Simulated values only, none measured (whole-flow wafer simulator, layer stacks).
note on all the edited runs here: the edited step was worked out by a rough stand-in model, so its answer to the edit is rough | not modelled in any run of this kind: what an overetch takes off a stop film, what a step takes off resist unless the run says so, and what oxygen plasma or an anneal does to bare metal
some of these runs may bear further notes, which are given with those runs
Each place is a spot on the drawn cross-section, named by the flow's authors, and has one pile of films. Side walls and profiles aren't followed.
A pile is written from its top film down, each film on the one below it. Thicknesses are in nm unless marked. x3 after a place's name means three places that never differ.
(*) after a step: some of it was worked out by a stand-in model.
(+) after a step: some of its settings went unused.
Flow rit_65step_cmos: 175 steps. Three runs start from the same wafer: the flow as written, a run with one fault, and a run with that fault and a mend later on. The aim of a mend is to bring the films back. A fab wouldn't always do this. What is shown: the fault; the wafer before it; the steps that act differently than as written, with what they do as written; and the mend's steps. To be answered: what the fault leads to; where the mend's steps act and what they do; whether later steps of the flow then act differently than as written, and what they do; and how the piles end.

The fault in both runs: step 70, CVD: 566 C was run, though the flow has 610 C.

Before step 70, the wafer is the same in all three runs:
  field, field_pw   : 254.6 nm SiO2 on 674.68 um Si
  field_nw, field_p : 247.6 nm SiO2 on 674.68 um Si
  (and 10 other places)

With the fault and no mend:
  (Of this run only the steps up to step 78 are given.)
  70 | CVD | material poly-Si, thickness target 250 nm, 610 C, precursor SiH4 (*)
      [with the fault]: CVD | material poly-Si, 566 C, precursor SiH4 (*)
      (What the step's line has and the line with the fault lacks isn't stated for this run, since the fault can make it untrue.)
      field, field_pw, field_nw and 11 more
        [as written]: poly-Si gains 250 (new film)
        [with the fault]: poly-Si gains 97 (new film)
  None of the later steps of the flow up to step 78 differs from how it acts as written, at any place that is followed, by more than 2% or 0.5 nm, whichever is larger.
  Once step 78 is done, the piles at field, field_pw, field_nw and 11 more depart from the flow's by more than 2% or 0.5 nm, whichever is larger.
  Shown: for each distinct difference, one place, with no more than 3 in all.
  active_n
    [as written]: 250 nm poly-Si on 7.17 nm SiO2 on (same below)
    [with the fault]: 97 nm poly-Si on 7.17 nm SiO2 on (same below)
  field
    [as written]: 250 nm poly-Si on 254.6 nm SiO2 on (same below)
    [with the fault]: 97 nm poly-Si on 254.6 nm SiO2 on (same below)
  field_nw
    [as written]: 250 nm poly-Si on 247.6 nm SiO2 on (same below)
    [with the fault]: 97 nm poly-Si on 247.6 nm SiO2 on (same below)

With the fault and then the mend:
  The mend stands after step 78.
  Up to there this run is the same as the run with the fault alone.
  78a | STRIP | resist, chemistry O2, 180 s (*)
      field, field_pw, field_nw and 9 more
        chemical SiO2 gains 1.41 (new film), poly-Si loses 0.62
      gate_n, gate_p
        chemical SiO2 gains 1.33 (new film), resist loses 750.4 (all of it), poly-Si loses 0.59
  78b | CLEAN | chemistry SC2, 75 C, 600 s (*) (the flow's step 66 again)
      leaves every film unchanged at each place that is followed
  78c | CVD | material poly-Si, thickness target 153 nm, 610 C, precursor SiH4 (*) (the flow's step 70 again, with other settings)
      field, field_pw, field_nw and 11 more
        poly-Si gains 153 (new film)
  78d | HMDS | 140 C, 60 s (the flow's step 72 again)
      leaves every film unchanged at each place that is followed
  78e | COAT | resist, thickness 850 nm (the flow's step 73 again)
      active_n, active_p, sd_p
        resist gains 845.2 (new film)
      gate_n, gate_p, sd_n
        resist gains 846.9 (new film)
      spacer, spacer_p
        resist gains 846.8 (new film)
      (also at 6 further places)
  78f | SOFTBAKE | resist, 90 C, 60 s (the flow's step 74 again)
      leaves every film unchanged at each place that is followed
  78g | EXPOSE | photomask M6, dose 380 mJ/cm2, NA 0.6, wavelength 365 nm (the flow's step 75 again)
      leaves every film unchanged at each place that is followed
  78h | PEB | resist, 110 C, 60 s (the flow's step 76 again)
      gate_n, gate_p, spacer, spacer_p, sd_n, contact, m1
        resist loses 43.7
      active_n, active_p, sd_p
        resist loses 43.6
      field
        resist loses 45.3
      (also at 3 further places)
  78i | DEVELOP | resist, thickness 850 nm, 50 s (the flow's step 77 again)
      active_n, active_p
        resist loses 801.6 (all of it)
      spacer, spacer_p
        resist loses 803.1 (all of it)
      field
        resist loses 832.7 (all of it)
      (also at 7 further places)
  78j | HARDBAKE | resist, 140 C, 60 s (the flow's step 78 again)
      gate_n, gate_p
        resist loses 52.7
  Later steps of the flow acting differently than as written (not shown: 33 more steps that differ only slightly, by at most 2% or 0.5 nm, whichever is larger):
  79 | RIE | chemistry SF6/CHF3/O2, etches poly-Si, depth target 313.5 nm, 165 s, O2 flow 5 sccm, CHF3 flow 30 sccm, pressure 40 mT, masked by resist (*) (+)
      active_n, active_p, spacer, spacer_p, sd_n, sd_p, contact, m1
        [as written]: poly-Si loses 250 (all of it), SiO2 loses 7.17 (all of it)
        [with the mend]: poly-Si loses 153 (all of it), chemical SiO2 loses 1.41 (all of it), poly-Si loses 96.3 (all of it), SiO2 loses 7.17 (all of it)
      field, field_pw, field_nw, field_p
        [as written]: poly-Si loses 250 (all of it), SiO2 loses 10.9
        [with the mend]: poly-Si loses 153 (all of it), chemical SiO2 loses 1.41 (all of it), poly-Si loses 96.3 (all of it), SiO2 loses 9.65
  By the end, the piles at gate_n, gate_p depart from the flow's by more than 2% or 0.5 nm, whichever is larger.
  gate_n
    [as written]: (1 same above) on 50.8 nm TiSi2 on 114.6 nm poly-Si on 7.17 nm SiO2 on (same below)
    [with the mend]: (1 same above) on 50.8 nm TiSi2 on 17.6 nm poly-Si on 1.33 nm chemical SiO2 on 96.4 nm poly-Si on 7.17 nm SiO2 on (same below)
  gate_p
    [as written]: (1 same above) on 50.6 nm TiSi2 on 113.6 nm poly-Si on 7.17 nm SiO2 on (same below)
    [with the mend]: (1 same above) on 50.6 nm TiSi2 on 16.6 nm poly-Si on 1.33 nm chemical SiO2 on 96.4 nm poly-Si on 7.17 nm SiO2 on (same below)
